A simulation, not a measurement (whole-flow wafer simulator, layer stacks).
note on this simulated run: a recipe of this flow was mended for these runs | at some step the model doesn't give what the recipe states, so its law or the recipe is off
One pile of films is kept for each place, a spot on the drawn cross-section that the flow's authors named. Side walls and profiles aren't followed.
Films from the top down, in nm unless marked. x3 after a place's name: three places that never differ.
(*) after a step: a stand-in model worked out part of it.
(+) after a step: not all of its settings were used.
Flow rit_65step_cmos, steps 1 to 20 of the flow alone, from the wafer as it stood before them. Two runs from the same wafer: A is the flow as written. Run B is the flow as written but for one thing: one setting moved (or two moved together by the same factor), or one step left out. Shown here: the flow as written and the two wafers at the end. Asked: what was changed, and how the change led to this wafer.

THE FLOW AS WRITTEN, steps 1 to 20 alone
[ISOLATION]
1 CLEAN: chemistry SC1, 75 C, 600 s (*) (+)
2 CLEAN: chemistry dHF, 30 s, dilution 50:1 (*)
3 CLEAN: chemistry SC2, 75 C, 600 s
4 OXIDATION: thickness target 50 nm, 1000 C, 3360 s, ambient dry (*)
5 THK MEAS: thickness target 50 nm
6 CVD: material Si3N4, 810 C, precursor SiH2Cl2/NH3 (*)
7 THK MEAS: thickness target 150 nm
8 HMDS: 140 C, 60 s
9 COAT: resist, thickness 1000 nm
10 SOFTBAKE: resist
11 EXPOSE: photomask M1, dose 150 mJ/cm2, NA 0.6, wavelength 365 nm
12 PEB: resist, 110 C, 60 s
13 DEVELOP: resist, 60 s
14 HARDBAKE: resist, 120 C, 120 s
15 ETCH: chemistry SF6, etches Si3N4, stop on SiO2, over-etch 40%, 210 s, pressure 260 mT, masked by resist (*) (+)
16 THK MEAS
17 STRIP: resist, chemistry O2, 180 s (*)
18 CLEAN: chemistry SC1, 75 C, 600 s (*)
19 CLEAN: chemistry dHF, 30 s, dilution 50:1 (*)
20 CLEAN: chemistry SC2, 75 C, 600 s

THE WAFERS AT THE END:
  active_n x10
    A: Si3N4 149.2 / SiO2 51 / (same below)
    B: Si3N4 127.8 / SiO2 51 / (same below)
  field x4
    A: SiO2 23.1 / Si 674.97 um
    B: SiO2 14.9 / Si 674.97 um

The cause: step 6, CVD: 798 C was run, where the flow has 810 C.

How the change led to this, step by step:
  6 CVD: material Si3N4, 810 C, precursor SiH2Cl2/NH3 (*)
      field x4, active_n x10: A Si3N4 +150 (new film) | B Si3N4 +128.6 (new film)
  15 ETCH: chemistry SF6, etches Si3N4, stop on SiO2, over-etch 40%, 210 s, pressure 260 mT, masked by resist (*) (+)
      field x4: A Si3N4 -150 (all of it), SiO2 -23.1 | B Si3N4 -128.6 (all of it), SiO2 -31.3
